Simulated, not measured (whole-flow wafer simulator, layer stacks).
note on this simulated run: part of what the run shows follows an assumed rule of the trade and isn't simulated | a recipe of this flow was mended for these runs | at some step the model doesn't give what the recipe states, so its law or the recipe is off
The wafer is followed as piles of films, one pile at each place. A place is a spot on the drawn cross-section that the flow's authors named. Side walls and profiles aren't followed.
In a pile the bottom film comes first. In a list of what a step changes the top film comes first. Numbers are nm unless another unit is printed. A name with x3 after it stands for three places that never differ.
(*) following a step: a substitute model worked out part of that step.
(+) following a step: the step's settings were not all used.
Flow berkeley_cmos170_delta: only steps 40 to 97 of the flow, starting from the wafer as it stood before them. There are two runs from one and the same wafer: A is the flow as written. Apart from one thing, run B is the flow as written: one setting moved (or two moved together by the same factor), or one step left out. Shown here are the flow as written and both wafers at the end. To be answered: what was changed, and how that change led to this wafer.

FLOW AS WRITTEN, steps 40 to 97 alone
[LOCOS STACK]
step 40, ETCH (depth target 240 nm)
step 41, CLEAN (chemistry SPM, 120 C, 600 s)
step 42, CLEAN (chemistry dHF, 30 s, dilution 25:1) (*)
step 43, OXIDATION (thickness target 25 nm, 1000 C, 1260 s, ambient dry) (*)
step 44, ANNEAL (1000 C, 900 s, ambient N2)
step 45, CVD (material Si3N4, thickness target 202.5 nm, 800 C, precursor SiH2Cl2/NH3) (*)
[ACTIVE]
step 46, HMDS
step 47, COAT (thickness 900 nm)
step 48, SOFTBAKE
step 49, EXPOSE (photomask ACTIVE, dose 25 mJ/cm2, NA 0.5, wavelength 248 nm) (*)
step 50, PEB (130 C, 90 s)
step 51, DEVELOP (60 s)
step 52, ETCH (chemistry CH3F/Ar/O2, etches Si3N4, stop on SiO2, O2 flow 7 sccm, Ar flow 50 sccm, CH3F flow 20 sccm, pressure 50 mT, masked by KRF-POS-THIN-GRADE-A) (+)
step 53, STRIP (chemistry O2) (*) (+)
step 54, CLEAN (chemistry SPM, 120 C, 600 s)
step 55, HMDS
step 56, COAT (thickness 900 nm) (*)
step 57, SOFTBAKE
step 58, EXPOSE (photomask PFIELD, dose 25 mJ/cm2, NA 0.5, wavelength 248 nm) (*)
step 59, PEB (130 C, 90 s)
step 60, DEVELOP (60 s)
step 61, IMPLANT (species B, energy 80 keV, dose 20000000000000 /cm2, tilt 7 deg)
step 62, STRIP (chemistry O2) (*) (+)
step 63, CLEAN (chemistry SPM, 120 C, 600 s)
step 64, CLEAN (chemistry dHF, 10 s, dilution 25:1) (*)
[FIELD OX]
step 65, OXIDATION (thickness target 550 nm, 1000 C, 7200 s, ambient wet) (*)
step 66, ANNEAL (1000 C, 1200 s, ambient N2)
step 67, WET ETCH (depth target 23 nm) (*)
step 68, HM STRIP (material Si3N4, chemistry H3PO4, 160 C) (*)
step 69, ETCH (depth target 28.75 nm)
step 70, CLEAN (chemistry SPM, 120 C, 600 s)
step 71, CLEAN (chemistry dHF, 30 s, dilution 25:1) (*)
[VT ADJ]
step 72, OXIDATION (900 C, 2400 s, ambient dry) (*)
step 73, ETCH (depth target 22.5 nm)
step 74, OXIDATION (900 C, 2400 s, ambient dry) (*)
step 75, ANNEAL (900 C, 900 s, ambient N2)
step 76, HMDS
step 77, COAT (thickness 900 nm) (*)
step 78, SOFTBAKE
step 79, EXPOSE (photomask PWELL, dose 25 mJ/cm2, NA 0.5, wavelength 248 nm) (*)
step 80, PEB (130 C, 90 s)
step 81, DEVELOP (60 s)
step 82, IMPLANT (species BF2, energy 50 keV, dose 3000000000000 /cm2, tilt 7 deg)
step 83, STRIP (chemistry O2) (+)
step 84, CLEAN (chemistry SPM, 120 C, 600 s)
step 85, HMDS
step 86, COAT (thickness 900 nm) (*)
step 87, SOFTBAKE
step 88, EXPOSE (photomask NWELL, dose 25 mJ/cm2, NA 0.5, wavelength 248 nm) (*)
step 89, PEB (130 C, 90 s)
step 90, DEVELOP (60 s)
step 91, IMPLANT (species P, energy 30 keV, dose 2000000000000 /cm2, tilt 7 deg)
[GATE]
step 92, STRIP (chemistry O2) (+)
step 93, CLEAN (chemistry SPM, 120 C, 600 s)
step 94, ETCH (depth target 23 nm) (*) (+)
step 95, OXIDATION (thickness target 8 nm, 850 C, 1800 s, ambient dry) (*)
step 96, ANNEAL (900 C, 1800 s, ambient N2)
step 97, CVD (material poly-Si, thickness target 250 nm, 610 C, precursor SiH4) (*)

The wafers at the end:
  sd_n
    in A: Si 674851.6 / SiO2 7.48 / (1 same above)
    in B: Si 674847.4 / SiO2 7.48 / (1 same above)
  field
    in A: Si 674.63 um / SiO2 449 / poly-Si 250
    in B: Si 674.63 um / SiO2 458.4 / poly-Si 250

The reason: step 45, CVD: thickness target 81 nm was run, while the flow as written has thickness target 202.5 nm.

The path from the change to this, step by step:
  step 45, CVD (material Si3N4, thickness target 202.5 nm, 800 C, precursor SiH2Cl2/NH3) (*)
      field, sd_n, spacer_n and 6 more: A Si3N4 gains 202.5 (new film) | B Si3N4 gains 81 (new film)
  step 52, ETCH (chemistry CH3F/Ar/O2, etches Si3N4, stop on SiO2, O2 flow 7 sccm, Ar flow 50 sccm, CH3F flow 20 sccm, pressure 50 mT, masked by KRF-POS-THIN-GRADE-A) (+)
      sd_n, spacer_n, gate, sd_p, spacer_p, gate_p, contact, m1: A KrF-resist loses 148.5 | B KrF-resist loses 67.5
      field: A Si3N4 loses 202.5 (all of it), SiO2 loses 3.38 | B Si3N4 loses 81 (all of it), SiO2 loses 3.38
  step 53, STRIP (chemistry O2) (*) (+)
      sd_n, spacer_n, gate, sd_p, spacer_p, gate_p, contact, m1: A KrF-resist loses 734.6 (all of it) | B KrF-resist loses 815.6 (all of it)
  step 56, COAT (thickness 900 nm) (*)
      field: A KrF-resist gains 956.4 (new film) | B KrF-resist gains 923 (new film)
      sd_n: A KrF-resist gains 794.3 (new film) | B KrF-resist gains 856.3 (new film)
      (and at 7 other places as well)
  step 60, DEVELOP (60 s)
      field: A KrF-resist loses 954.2 (all of it) | B KrF-resist loses 921 (all of it)
  step 62, STRIP (chemistry O2) (*) (+)
      sd_n: A KrF-resist loses 777.7 (all of it) | B KrF-resist loses 839.5 (all of it)
      spacer_n: A KrF-resist loses 807.8 (all of it) | B KrF-resist loses 850.7 (all of it)
      (and at 6 other places as well)
  step 65, OXIDATION (thickness target 550 nm, 1000 C, 7200 s, ambient wet) (*)
      sd_n, sd_p: A SiO2 gains 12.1 (new film), Si3N4 loses 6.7, SiO2 gains 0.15, Si loses 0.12 | B SiO2 gains 12.1 (new film), Si3N4 loses 6.7, SiO2 gains 10.5, Si loses 4.66
  step 68, HM STRIP (material Si3N4, chemistry H3PO4, 160 C) (*)
      sd_n, spacer_n, gate, sd_p, spacer_p, gate_p, contact, m1: A Si3N4 loses 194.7 (all of it), SiO2 loses 9.06 | B Si3N4 loses 73.2 (all of it), SiO2 loses 3.4
      field: A SiO2 loses 15.1 | B SiO2 loses 5.69
  step 69, ETCH (depth target 28.75 nm)
      sd_n, sd_p: A SiO2 loses 17.6 (all of it) | B SiO2 loses 28.8
      spacer_n, gate, spacer_p, gate_p, m1: A SiO2 loses 17.5 (all of it) | B SiO2 loses 23.1 (all of it)
      (and at 1 other place as well)
  step 70, CLEAN (chemistry SPM, 120 C, 600 s)
      sd_n, sd_p: A chemical SiO2 gains 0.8 (new film), Si loses 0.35 | B nothing
  step 71, CLEAN (chemistry dHF, 30 s, dilution 25:1) (*)
      sd_n, sd_p: A chemical SiO2 loses 0.8 (all of it) | B SiO2 loses 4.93 (all of it)
